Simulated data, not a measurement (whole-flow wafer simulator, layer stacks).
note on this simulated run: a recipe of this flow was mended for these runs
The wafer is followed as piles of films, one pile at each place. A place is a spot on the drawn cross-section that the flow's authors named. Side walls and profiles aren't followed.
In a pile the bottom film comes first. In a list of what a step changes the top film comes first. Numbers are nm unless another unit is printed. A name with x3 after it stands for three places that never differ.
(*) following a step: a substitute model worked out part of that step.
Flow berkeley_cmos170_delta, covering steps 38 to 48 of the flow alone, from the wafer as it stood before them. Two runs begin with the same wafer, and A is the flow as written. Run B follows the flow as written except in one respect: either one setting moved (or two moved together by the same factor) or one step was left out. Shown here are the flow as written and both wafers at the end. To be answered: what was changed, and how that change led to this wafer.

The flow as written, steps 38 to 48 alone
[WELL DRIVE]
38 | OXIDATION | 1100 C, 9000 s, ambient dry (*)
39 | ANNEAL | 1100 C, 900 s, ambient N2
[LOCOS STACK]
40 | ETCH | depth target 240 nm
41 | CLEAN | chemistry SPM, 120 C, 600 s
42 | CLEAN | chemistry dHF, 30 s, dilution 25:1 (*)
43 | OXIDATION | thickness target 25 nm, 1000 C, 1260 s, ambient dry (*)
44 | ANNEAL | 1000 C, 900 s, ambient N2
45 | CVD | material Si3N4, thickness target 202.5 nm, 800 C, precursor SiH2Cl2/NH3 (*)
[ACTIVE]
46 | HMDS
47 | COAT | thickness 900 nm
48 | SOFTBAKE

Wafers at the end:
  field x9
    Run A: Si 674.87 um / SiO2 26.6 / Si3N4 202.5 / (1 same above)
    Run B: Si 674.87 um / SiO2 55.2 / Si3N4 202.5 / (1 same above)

What caused this: step 40, ETCH: depth target 154 nm was run, though the flow has depth target 240 nm.

Step by step, how the change led to this:
  40 | ETCH | depth target 240 nm
      field x9: A -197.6 SiO2 (all of it) | B -154 SiO2
  41 | CLEAN | chemistry SPM, 120 C, 600 s
      field x9: A +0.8 chemical SiO2 (new film), -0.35 Si | B nothing
  42 | CLEAN | chemistry dHF, 30 s, dilution 25:1 (*)
      field x9: A -0.8 chemical SiO2 (all of it) | B -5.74 SiO2
  43 | OXIDATION | thickness target 25 nm, 1000 C, 1260 s, ambient dry (*)
      field x9: A +26.6 SiO2 (new film), -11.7 Si | B +17.3 SiO2, -7.61 Si
